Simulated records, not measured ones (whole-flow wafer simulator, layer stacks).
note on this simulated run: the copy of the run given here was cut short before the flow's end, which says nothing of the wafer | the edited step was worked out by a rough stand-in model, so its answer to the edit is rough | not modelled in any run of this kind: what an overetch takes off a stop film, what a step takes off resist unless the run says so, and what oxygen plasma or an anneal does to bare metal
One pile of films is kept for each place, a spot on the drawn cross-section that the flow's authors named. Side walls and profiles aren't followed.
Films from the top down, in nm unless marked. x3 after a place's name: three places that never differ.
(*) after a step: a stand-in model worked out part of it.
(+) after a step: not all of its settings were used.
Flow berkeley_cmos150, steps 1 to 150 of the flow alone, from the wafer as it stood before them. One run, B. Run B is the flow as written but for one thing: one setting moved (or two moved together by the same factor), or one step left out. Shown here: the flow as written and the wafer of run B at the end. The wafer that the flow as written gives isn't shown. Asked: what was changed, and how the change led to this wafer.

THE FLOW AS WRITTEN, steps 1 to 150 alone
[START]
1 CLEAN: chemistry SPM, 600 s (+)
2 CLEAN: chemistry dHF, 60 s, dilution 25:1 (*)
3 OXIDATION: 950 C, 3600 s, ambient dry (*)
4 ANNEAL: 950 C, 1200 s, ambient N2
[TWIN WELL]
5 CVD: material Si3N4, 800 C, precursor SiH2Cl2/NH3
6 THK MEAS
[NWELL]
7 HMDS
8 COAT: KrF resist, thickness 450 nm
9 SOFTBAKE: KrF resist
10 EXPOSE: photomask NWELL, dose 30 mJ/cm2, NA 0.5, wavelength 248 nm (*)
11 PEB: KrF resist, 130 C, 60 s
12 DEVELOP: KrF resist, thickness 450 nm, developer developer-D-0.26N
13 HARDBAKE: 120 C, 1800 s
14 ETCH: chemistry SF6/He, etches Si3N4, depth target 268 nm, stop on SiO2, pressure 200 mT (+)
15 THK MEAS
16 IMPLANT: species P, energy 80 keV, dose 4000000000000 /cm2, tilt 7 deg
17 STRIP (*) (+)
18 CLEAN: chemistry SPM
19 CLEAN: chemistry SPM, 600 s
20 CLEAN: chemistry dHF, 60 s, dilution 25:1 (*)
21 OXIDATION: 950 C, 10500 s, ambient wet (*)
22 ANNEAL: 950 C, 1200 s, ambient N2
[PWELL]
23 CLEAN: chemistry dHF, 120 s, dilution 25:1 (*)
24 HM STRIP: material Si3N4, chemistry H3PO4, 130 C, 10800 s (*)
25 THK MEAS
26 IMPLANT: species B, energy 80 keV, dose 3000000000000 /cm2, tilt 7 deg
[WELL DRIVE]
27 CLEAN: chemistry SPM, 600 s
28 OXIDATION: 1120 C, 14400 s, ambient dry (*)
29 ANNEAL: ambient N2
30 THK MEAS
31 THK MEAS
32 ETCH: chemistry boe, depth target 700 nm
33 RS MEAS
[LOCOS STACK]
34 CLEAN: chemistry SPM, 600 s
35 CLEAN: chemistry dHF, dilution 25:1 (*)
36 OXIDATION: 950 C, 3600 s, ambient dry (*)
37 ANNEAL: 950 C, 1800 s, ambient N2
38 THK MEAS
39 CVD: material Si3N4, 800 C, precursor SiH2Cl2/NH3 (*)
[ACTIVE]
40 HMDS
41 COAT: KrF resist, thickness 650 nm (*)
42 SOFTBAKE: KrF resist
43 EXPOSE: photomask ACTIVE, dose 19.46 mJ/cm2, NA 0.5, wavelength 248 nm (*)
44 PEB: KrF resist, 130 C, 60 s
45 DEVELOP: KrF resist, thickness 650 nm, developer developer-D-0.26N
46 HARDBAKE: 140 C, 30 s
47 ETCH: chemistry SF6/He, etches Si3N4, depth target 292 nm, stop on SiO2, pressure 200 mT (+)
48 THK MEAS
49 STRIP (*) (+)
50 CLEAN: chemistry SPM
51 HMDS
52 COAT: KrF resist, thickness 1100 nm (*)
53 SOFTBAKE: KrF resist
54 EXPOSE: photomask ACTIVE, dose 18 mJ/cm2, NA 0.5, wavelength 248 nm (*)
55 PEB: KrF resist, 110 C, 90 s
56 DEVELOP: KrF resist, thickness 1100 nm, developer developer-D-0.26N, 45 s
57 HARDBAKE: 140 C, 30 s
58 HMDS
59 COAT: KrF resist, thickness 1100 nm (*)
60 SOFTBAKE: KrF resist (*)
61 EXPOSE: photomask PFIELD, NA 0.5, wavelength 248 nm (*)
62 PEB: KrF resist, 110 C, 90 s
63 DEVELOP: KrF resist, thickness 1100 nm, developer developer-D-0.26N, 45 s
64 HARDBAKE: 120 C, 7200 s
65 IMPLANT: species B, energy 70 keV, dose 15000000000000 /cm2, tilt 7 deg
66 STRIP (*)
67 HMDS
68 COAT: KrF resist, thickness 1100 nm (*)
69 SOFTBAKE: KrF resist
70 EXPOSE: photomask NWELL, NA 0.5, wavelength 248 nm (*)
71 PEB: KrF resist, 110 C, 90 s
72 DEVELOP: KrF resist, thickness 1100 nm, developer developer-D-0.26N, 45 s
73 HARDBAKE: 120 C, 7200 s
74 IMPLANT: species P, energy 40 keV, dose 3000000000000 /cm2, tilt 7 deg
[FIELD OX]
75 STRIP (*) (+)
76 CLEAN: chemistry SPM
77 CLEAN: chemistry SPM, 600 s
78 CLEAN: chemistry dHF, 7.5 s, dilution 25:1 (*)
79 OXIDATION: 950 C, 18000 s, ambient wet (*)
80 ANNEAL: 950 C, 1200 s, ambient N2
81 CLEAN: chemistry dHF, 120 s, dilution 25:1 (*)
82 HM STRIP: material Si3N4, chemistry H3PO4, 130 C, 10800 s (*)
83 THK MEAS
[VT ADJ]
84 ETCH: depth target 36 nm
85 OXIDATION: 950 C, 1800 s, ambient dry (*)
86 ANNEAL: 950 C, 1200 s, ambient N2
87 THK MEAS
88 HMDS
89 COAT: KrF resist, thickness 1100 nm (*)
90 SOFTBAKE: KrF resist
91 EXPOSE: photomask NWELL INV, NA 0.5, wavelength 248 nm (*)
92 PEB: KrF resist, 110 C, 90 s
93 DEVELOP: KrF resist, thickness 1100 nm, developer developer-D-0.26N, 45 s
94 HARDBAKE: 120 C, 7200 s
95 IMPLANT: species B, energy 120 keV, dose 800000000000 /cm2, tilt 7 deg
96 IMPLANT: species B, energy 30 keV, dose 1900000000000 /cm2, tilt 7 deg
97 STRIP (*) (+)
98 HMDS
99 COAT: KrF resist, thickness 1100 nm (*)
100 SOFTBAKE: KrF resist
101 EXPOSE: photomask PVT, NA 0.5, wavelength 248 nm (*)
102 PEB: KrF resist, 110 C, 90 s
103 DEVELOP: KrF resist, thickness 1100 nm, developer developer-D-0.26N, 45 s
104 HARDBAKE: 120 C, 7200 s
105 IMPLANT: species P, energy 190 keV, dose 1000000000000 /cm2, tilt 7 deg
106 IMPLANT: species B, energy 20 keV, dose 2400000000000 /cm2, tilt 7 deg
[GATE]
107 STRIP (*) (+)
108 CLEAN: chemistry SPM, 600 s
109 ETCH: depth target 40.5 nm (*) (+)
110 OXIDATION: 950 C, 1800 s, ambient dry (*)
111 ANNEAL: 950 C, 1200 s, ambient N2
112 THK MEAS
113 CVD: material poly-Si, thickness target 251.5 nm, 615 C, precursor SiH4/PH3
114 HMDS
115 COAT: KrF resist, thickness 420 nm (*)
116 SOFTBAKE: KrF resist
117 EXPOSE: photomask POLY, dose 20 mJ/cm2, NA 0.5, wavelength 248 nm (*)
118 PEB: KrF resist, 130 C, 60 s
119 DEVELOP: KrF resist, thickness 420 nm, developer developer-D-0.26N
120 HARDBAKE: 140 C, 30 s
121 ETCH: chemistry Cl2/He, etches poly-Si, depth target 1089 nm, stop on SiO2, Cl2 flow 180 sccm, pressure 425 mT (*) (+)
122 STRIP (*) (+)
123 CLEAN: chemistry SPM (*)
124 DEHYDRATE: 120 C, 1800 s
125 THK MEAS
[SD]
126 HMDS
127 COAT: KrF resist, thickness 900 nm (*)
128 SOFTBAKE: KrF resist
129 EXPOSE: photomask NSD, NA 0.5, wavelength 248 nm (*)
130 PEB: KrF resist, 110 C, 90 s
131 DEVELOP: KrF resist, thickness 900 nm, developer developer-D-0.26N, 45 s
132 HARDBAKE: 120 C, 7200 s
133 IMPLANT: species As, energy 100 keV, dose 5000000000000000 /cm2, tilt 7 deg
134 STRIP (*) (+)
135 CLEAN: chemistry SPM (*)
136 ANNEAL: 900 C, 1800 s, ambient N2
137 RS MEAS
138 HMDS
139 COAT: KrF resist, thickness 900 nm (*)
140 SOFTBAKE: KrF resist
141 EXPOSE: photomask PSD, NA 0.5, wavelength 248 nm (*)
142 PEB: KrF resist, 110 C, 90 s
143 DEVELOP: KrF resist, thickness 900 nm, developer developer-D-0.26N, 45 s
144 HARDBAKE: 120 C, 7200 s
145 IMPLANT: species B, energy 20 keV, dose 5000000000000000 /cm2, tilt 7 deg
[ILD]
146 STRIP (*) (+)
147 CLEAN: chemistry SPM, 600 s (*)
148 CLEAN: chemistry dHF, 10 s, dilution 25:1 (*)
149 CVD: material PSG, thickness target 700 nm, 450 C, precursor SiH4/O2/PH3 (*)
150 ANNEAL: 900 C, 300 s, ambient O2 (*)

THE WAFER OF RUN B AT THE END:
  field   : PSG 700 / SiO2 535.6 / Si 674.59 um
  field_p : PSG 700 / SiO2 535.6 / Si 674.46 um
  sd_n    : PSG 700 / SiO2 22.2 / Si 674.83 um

The cause: step 109, ETCH: depth target 27.38 nm was run, where the flow has depth target 40.5 nm.

How the change led to this, step by step:
  109 ETCH: depth target 40.5 nm (*) (+)
      sd_n: SiO2 -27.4 (as written it would be: SiO2 -40.4 (all of it))
      field, field_p: SiO2 -27.4 (as written it would be: SiO2 -40.5)
  110 OXIDATION: 950 C, 1800 s, ambient dry (*)
      sd_n: SiO2 +14.2, Si -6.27 (as written it would be: SiO2 +20.4 (new film), Si -8.98)
  122 STRIP (*) (+)
      gate_n: chemical SiO2 +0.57 (new film), KrF resist -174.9 (all of it), poly-Si -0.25 (as written it would be: chemical SiO2 +0.57 (new film), KrF resist -169.8 (all of it), poly-Si -0.25)
